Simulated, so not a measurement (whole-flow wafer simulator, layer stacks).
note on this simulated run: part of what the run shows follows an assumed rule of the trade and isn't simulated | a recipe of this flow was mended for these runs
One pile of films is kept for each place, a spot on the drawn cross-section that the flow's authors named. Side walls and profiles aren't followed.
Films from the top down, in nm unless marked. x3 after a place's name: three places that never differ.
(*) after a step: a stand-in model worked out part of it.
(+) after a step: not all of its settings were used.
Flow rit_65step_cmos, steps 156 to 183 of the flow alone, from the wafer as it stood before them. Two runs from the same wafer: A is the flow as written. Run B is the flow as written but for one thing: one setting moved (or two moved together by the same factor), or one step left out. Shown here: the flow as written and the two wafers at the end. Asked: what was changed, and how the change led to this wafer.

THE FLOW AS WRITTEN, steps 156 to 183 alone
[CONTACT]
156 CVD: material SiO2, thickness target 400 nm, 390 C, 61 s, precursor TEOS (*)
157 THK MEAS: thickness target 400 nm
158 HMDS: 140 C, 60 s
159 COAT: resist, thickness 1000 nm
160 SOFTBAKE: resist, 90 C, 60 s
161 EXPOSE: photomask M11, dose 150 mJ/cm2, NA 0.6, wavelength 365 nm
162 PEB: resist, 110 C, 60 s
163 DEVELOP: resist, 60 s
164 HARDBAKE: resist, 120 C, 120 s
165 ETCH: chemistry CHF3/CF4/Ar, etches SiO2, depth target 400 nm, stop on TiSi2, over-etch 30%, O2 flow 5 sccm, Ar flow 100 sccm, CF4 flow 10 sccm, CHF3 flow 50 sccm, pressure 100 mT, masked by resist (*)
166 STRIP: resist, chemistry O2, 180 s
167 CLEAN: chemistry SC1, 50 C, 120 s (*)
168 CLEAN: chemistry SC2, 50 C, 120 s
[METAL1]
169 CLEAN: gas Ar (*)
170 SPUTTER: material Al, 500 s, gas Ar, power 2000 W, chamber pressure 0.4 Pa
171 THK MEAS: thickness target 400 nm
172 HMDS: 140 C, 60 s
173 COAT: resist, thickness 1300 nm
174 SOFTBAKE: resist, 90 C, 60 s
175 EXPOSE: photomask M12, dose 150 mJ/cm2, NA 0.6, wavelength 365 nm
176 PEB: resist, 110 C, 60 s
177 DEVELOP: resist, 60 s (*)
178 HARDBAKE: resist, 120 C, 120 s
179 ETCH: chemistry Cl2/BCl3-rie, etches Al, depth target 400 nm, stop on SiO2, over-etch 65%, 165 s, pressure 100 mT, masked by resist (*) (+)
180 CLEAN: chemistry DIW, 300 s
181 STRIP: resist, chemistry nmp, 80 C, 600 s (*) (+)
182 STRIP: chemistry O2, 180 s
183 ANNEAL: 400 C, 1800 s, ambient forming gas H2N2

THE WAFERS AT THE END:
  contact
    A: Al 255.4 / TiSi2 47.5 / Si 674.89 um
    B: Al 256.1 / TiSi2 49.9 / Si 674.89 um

The cause: step 165, ETCH: over-etch 18% was run, where the flow has over-etch 30%.

How the change led to this, step by step:
  165 ETCH: chemistry CHF3/CF4/Ar, etches SiO2, depth target 400 nm, stop on TiSi2, over-etch 30%, O2 flow 5 sccm, Ar flow 100 sccm, CF4 flow 10 sccm, CHF3 flow 50 sccm, pressure 100 mT, masked by resist (*)
      field, field_pw, field_nw and 10 more: A resist -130 | B resist -118
      contact: A SiO2 -400 (all of it), TiSi2 -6 | B SiO2 -400 (all of it), TiSi2 -3.6
